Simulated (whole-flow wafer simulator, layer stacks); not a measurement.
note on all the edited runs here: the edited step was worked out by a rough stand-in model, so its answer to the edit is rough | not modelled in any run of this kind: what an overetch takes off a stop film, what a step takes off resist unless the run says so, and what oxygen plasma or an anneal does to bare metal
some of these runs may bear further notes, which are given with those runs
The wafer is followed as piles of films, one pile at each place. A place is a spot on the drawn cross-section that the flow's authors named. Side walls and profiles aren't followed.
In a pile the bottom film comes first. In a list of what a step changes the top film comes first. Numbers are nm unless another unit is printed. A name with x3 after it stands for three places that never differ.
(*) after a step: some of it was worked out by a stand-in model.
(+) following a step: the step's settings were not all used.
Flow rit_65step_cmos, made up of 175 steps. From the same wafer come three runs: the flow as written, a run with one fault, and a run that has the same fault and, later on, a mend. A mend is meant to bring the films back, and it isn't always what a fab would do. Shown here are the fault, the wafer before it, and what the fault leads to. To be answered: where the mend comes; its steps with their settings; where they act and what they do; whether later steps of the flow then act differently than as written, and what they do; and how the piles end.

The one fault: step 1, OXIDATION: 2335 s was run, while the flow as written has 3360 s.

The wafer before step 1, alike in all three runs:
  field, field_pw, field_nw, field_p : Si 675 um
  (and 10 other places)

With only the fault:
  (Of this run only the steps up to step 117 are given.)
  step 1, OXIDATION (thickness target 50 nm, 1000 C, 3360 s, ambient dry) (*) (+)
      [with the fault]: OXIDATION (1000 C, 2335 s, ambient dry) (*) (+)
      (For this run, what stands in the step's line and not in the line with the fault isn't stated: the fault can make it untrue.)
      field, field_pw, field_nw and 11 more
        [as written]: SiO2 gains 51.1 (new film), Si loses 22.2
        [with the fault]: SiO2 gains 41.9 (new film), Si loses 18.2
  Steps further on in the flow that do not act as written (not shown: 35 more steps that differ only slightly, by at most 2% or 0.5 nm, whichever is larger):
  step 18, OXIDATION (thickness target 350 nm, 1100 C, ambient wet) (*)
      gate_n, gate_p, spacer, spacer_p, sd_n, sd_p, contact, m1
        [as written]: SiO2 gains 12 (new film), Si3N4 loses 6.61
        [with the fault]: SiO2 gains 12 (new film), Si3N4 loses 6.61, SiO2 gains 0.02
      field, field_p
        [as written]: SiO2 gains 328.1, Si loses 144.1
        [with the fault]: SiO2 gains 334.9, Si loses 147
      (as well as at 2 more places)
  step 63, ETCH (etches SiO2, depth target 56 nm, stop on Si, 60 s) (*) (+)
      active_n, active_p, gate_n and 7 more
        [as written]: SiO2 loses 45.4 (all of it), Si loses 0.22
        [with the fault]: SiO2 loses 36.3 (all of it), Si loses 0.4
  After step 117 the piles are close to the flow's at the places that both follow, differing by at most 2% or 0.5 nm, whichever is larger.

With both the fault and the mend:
  After step 2 comes the mend.
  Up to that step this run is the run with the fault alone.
  step 2a, ETCH (depth target 48 nm, 21.5 C, 54 s)
      field, field_pw, field_nw and 11 more
        SiO2 loses 41.9 (all of it)
  step 2b, CLEAN (chemistry SC2, 75 C, 600 s)
      field, field_pw, field_nw and 11 more
        chemical SiO2 gains 0.4 (new film), Si loses 0.17
  step 2c, OXIDATION (1000 C, 3360 s, ambient dry) (*) (the flow's step 1, run once more with other settings)
      field, field_pw, field_nw and 11 more
        SiO2 gains 51 (new film), chemical SiO2 loses 0.4 (all of it), Si loses 22.3
  Steps further on in the flow that do not act as written (not shown: 18 more steps that differ only slightly, by at most 2% or 0.5 nm, whichever is larger):
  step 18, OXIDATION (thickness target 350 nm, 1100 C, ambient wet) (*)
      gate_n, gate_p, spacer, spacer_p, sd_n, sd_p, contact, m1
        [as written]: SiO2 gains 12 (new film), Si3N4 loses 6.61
        [with the mend]: SiO2 gains 12 (new film), Si3N4 loses 6.61, SiO2 gains 0.03
  At the end the piles are close to the flow's at the places that both follow, differing by at most 2% or 0.5 nm, whichever is larger.
